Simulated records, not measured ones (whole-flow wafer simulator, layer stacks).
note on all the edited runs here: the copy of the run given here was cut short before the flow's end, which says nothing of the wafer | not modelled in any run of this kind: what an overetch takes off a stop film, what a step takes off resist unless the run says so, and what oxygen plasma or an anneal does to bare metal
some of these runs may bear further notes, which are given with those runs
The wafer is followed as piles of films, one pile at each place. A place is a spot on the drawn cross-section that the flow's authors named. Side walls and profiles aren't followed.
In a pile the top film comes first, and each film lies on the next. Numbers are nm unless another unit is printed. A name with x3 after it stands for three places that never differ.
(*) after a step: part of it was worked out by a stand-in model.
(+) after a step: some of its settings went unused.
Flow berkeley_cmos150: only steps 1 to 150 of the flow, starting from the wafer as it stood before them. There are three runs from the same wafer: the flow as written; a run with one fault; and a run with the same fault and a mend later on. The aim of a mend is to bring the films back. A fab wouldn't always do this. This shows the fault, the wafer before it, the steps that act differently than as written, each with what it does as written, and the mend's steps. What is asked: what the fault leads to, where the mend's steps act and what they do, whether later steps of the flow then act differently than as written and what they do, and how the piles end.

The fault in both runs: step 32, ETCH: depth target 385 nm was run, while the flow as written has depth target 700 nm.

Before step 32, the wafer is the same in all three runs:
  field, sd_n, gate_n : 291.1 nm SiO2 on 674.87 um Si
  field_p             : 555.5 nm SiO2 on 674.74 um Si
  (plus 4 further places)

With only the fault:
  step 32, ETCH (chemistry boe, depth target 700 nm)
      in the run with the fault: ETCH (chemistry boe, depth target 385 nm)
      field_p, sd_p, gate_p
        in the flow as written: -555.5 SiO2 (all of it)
        in the run with the fault: -385 SiO2
  Steps later in the flow that act otherwise than as written (6 more steps, not shown, differ only slightly: by at most 2% or 0.5 nm, whichever is larger):
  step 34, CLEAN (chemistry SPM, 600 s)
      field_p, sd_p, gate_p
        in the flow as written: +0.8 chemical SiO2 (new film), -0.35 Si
        in the run with the fault: nothing
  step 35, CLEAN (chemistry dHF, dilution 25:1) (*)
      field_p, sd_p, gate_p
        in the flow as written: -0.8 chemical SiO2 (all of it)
        in the run with the fault: nothing
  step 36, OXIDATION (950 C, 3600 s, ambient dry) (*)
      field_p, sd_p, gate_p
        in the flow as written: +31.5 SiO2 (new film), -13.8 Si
        in the run with the fault: +10.6 SiO2, -4.66 Si
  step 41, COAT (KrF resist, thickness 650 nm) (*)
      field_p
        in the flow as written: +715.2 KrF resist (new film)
        in the run with the fault: +637.4 KrF resist (new film)
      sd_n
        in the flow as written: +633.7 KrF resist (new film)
        in the run with the fault: +653.3 KrF resist (new film)
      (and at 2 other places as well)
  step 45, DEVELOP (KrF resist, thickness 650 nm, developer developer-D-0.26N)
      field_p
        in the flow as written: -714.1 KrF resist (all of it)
        in the run with the fault: -636.4 KrF resist (all of it)
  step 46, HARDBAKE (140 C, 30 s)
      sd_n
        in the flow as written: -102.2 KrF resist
        in the run with the fault: -105.4 KrF resist
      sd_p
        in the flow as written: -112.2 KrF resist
        in the run with the fault: -103.4 KrF resist
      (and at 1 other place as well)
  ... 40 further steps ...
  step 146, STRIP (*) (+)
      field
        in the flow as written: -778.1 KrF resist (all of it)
        in the run with the fault: -800.7 KrF resist (all of it)
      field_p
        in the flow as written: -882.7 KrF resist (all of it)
        in the run with the fault: -819 KrF resist (all of it)
  By the end, the piles at field_p, sd_p, gate_p depart from the flow's by more than 2% or 0.5 nm, whichever is larger.
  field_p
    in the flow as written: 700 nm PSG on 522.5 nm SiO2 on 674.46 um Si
    in the run with the fault: 700 nm PSG on 590.5 nm SiO2 on 674.5 um Si
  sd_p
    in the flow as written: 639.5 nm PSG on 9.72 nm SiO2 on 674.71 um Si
    in the run with the fault: 639.5 nm PSG on 104.5 nm SiO2 on 674.73 um Si
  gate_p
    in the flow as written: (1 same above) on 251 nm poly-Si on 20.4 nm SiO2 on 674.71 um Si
    in the run with the fault: (1 same above) on 251 nm poly-Si on 115.2 nm SiO2 on 674.73 um Si

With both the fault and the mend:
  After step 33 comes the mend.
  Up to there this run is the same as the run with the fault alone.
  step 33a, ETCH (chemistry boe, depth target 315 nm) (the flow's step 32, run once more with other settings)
      field_p, sd_p, gate_p
        -170.5 SiO2 (all of it)
  Every later step of the flow that is run acts as written at every place that is followed.
  The piles end the same as the flow's at every place that both follow.
